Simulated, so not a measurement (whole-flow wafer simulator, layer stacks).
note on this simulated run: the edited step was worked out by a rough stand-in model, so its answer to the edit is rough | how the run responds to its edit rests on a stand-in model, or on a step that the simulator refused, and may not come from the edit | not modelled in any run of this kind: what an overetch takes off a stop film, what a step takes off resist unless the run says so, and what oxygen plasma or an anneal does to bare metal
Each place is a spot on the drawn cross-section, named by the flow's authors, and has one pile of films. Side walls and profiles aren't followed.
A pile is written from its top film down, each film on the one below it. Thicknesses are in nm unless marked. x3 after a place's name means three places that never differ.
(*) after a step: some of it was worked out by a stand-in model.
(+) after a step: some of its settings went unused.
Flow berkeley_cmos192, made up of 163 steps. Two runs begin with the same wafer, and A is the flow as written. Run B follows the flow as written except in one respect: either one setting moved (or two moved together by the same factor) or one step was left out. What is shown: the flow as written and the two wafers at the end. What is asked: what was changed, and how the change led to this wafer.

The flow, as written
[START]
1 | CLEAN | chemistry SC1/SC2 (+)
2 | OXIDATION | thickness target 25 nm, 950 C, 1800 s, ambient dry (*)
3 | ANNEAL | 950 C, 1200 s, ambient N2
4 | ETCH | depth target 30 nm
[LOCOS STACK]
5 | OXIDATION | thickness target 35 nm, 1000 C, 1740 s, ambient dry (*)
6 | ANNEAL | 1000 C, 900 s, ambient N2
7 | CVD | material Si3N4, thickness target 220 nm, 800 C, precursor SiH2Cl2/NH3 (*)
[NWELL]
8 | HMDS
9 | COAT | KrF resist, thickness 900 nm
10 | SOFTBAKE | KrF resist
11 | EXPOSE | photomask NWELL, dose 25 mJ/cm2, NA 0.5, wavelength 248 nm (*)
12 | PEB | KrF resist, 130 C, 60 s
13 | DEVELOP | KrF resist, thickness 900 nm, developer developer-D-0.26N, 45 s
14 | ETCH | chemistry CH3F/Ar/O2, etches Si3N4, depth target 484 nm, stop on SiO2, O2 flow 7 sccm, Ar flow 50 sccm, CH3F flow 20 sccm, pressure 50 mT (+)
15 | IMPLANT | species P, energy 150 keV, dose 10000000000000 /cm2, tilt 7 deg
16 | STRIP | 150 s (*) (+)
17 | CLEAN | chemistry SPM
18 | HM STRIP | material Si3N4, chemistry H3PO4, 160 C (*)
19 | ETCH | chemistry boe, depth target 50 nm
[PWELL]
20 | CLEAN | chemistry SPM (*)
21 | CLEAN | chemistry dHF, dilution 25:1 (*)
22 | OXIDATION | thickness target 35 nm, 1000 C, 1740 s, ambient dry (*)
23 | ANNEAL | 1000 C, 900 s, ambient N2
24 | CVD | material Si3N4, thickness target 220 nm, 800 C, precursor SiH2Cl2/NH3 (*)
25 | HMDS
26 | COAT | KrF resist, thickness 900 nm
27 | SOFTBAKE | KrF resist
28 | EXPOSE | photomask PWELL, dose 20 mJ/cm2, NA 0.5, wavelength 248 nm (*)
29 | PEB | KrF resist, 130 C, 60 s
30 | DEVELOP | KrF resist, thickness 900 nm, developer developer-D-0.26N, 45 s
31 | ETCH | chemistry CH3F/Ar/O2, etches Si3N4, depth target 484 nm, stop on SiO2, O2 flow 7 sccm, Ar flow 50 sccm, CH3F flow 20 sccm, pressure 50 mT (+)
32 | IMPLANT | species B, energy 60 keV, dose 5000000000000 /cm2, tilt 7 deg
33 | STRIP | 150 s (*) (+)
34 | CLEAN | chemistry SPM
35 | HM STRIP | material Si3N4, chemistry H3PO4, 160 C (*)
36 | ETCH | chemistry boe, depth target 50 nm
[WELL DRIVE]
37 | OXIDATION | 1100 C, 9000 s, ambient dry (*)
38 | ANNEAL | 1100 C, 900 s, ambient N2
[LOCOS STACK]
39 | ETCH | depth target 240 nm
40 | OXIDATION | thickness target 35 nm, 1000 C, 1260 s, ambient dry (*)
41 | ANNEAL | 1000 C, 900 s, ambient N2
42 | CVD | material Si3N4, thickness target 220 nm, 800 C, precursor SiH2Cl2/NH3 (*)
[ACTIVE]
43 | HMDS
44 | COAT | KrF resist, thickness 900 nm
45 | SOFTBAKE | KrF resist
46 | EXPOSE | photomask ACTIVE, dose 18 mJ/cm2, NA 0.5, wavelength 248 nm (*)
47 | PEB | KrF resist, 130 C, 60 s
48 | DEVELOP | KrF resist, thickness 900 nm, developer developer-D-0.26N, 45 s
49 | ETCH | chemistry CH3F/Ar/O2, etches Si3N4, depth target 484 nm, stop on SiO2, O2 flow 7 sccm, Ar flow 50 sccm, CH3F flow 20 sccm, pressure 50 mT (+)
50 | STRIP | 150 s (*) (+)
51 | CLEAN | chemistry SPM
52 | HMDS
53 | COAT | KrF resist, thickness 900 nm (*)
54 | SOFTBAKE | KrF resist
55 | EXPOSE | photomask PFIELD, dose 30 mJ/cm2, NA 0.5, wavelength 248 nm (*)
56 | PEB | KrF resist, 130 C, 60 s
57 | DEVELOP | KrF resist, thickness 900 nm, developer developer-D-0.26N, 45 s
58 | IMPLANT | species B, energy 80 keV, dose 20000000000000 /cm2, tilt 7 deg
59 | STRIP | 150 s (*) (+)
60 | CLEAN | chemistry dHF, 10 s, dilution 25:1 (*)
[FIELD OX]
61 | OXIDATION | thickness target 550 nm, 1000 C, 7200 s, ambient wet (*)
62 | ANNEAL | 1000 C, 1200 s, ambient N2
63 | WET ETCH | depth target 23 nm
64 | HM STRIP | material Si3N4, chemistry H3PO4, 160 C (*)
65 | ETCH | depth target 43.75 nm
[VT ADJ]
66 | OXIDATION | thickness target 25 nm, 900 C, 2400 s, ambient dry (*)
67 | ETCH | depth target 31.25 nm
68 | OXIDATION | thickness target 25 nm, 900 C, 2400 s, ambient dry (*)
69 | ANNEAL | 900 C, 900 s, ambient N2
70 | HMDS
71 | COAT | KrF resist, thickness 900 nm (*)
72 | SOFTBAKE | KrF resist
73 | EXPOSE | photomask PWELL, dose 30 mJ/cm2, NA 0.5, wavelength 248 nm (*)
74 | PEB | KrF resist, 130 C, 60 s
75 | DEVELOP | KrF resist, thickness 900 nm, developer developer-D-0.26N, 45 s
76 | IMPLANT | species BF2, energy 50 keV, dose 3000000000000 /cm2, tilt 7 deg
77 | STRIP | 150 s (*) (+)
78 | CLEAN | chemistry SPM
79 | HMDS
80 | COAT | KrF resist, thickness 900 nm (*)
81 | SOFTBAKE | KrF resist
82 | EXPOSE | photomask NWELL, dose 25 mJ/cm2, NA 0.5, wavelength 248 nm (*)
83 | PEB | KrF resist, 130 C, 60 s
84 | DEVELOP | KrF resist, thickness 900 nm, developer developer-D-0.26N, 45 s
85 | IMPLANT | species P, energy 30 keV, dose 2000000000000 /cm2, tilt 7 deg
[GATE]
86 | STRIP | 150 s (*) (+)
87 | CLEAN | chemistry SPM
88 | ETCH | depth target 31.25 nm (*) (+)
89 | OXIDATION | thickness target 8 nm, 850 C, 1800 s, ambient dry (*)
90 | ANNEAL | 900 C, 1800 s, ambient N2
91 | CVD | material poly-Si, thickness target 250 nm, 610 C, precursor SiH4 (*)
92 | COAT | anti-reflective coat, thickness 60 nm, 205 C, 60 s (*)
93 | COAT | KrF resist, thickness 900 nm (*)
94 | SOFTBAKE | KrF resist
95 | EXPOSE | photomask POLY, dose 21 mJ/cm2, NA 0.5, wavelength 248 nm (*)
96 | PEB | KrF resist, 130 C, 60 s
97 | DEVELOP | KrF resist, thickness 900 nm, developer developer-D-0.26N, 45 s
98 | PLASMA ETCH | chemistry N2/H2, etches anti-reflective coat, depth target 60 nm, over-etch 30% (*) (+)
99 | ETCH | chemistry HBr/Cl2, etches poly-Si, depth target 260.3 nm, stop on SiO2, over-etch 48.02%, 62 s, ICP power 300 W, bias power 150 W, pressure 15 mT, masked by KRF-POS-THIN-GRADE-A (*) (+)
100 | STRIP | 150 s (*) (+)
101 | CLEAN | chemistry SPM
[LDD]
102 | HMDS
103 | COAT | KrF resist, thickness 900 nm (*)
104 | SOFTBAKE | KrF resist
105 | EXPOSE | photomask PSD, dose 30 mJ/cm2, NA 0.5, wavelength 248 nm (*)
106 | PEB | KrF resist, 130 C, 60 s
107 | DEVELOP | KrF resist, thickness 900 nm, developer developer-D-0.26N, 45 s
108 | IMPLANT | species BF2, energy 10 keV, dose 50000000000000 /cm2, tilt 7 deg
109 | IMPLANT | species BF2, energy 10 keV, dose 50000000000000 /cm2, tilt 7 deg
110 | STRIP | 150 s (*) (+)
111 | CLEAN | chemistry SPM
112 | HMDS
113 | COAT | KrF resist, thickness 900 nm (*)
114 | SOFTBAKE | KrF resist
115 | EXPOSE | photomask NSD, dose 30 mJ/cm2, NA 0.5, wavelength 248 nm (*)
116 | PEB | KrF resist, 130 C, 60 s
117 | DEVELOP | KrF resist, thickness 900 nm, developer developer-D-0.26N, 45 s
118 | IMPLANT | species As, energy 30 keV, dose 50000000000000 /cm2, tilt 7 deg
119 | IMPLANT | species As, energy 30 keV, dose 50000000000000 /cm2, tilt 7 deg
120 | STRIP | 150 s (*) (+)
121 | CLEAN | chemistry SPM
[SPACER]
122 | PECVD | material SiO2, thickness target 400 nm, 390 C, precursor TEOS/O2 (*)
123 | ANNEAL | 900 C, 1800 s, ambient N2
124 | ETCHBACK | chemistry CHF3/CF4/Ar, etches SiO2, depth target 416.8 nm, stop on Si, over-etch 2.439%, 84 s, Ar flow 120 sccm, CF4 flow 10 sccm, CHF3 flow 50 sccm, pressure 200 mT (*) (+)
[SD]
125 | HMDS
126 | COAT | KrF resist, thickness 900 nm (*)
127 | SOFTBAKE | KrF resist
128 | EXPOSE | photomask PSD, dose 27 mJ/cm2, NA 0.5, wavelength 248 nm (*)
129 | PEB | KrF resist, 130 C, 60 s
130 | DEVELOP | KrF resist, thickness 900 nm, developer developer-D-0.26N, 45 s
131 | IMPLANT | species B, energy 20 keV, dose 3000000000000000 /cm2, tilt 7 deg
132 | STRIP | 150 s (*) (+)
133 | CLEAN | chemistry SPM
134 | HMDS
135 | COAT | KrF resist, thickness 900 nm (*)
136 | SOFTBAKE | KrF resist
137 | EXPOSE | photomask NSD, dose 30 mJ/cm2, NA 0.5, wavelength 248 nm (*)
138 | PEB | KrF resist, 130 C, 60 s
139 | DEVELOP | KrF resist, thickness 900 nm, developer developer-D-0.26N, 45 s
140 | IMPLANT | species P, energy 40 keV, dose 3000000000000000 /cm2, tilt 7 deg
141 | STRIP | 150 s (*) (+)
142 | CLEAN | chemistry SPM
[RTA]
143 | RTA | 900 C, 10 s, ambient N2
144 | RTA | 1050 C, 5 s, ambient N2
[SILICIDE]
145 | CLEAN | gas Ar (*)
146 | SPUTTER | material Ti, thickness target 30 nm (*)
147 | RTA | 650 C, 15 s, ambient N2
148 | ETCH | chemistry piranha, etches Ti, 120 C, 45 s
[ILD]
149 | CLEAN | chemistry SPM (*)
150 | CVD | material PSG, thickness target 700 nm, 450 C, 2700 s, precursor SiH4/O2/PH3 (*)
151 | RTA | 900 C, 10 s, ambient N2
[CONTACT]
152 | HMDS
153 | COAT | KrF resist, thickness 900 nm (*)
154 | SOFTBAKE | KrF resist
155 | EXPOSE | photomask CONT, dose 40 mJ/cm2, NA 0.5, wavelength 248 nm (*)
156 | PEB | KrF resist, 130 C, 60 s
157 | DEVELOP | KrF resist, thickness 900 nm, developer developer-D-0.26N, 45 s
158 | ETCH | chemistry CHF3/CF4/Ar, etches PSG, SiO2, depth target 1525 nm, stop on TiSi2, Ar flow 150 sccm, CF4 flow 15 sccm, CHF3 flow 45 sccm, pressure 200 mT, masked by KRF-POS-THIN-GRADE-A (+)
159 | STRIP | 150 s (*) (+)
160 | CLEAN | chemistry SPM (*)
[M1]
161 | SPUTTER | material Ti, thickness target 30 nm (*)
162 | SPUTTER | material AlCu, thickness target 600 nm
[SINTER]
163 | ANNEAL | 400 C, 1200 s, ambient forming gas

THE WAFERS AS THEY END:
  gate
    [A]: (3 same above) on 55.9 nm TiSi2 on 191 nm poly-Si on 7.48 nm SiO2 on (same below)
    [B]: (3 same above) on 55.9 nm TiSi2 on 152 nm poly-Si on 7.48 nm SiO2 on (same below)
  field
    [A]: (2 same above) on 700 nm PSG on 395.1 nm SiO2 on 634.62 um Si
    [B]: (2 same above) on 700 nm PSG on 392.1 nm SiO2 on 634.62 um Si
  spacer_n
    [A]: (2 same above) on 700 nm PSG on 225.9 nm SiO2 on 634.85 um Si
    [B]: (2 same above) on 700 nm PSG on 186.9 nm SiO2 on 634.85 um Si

The reason: step 91, CVD: thickness target 211 nm was run, while the flow as written has thickness target 250 nm.

The path from the change to this, step by step:
  91 | CVD | material poly-Si, thickness target 250 nm, 610 C, precursor SiH4 (*)
      field, sd_n, spacer_n and 6 more: A poly-Si gains 250 (new film) | B poly-Si gains 211 (new film)
  99 | ETCH | chemistry HBr/Cl2, etches poly-Si, depth target 260.3 nm, stop on SiO2, over-etch 48.02%, 62 s, ICP power 300 W, bias power 150 W, pressure 15 mT, masked by KRF-POS-THIN-GRADE-A (*) (+)
      spacer_n, spacer_p: A poly-Si loses 245.8 (all of it), SiO2 loses 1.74 | B poly-Si loses 206.8 (all of it), SiO2 loses 4.74
      field: A poly-Si loses 245.8 (all of it), SiO2 loses 1.74 | B poly-Si loses 206.9 (all of it), SiO2 loses 4.74
      (also at 4 further places)
  103 | COAT | KrF resist, thickness 900 nm (*)
      gate: A KrF resist gains 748 (new film) | B KrF resist gains 779.9 (new film)
      gate_p: A KrF resist gains 744.1 (new film) | B KrF resist gains 775.9 (new film)
  107 | DEVELOP | KrF resist, thickness 900 nm, developer developer-D-0.26N, 45 s
      gate_p: A KrF resist loses 742.9 (all of it) | B KrF resist loses 774.7 (all of it)
  110 | STRIP | 150 s (*) (+)
      gate: A KrF resist loses 732.7 (all of it), chemical SiO2 gains 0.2, poly-Si loses 0.09 | B KrF resist loses 764.4 (all of it), chemical SiO2 gains 0.2, poly-Si loses 0.09
  113 | COAT | KrF resist, thickness 900 nm (*)
      gate: A KrF resist gains 747.9 (new film) | B KrF resist gains 779.1 (new film)
      gate_p: A KrF resist gains 743.9 (new film) | B KrF resist gains 775.1 (new film)
  117 | DEVELOP | KrF resist, thickness 900 nm, developer developer-D-0.26N, 45 s
      gate: A KrF resist loses 746.8 (all of it) | B KrF resist loses 777.9 (all of it)
  120 | STRIP | 150 s (*) (+)
      gate_p: A KrF resist loses 728.6 (all of it), chemical SiO2 gains 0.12, poly-Si loses 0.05 | B KrF resist loses 759.7 (all of it), chemical SiO2 gains 0.12, poly-Si loses 0.05
  124 | ETCHBACK | chemistry CHF3/CF4/Ar, etches SiO2, depth target 416.8 nm, stop on Si, over-etch 2.439%, 84 s, Ar flow 120 sccm, CF4 flow 10 sccm, CHF3 flow 50 sccm, pressure 200 mT (*) (+)
      spacer_n: A SiO2 loses 160 | B SiO2 loses 196
      spacer_p: A SiO2 loses 159.9 | B SiO2 loses 195.9
  126 | COAT | KrF resist, thickness 900 nm (*)
      spacer_n: A KrF resist gains 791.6 (new film) | B KrF resist gains 819.8 (new film)
      gate: A KrF resist gains 771.5 (new film) | B KrF resist gains 799 (new film)
      (also at 2 further places)
  130 | DEVELOP | KrF resist, thickness 900 nm, developer developer-D-0.26N, 45 s
      spacer_p: A KrF resist loses 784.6 (all of it) | B KrF resist loses 812.8 (all of it)
      gate_p: A KrF resist loses 764.3 (all of it) | B KrF resist loses 791.9 (all of it)
  132 | STRIP | 150 s (*) (+)
      spacer_n: A KrF resist loses 776.1 (all of it) | B KrF resist loses 804.3 (all of it)
      gate: A chemical SiO2 gains 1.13 (new film), KrF resist loses 756.1 (all of it), poly-Si loses 0.5 | B chemical SiO2 gains 1.13 (new film), KrF resist loses 783.6 (all of it), poly-Si loses 0.5
  135 | COAT | KrF resist, thickness 900 nm (*)
      spacer_n: A KrF resist gains 791.1 (new film) | B KrF resist gains 819.4 (new film)
      gate: A KrF resist gains 770.3 (new film) | B KrF resist gains 797.9 (new film)
      (also at 2 further places)
  139 | DEVELOP | KrF resist, thickness 900 nm, developer developer-D-0.26N, 45 s
      spacer_n: A KrF resist loses 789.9 (all of it) | B KrF resist loses 818.1 (all of it)
      gate: A KrF resist loses 769.1 (all of it) | B KrF resist loses 796.7 (all of it)
  141 | STRIP | 150 s (*) (+)
      spacer_p: A KrF resist loses 770.2 (all of it) | B KrF resist loses 798.4 (all of it)
      gate_p: A KrF resist loses 749.1 (all of it), chemical SiO2 gains 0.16 | B KrF resist loses 776.7 (all of it), chemical SiO2 gains 0.16
  153 | COAT | KrF resist, thickness 900 nm (*)
      spacer_n: A KrF resist gains 829.8 (new film) | B KrF resist gains 850 (new film)
      gate: A KrF resist gains 809.7 (new film) | B KrF resist gains 827.4 (new film)
      (also at 2 further places)
  159 | STRIP | 150 s (*) (+)
      spacer_n: A KrF resist loses 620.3 (all of it) | B KrF resist loses 640.4 (all of it)
      gate: A KrF resist loses 600.1 (all of it) | B KrF resist loses 617.9 (all of it)
      (also at 2 further places)
